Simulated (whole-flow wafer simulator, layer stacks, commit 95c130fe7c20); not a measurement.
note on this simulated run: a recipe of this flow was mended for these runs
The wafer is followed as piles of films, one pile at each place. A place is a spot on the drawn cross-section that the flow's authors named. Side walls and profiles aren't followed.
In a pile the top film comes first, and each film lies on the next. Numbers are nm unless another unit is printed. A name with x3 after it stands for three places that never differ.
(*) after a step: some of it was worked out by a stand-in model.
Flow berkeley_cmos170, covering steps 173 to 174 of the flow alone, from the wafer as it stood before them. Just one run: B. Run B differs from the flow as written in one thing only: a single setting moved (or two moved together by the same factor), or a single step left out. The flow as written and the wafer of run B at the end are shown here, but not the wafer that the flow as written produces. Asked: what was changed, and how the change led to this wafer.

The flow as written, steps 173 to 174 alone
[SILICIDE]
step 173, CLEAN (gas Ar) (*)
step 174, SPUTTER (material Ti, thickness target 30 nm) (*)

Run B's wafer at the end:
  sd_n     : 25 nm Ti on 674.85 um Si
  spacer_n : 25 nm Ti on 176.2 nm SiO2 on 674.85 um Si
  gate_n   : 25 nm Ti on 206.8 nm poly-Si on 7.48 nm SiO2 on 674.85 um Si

Cause: step 174, SPUTTER: thickness target 25 nm was run, whereas the flow has thickness target 30 nm.
The wafer lets one read it off: sd_n has Ti 25, and step 174 as written asks for 30 nm.

The path from the change to this, step by step:
  step 174, SPUTTER (material Ti, thickness target 30 nm) (*)
      field, mark, sd_n and 10 more: Ti gains 25 (new film) (as written it would have been: Ti gains 30 (new film))
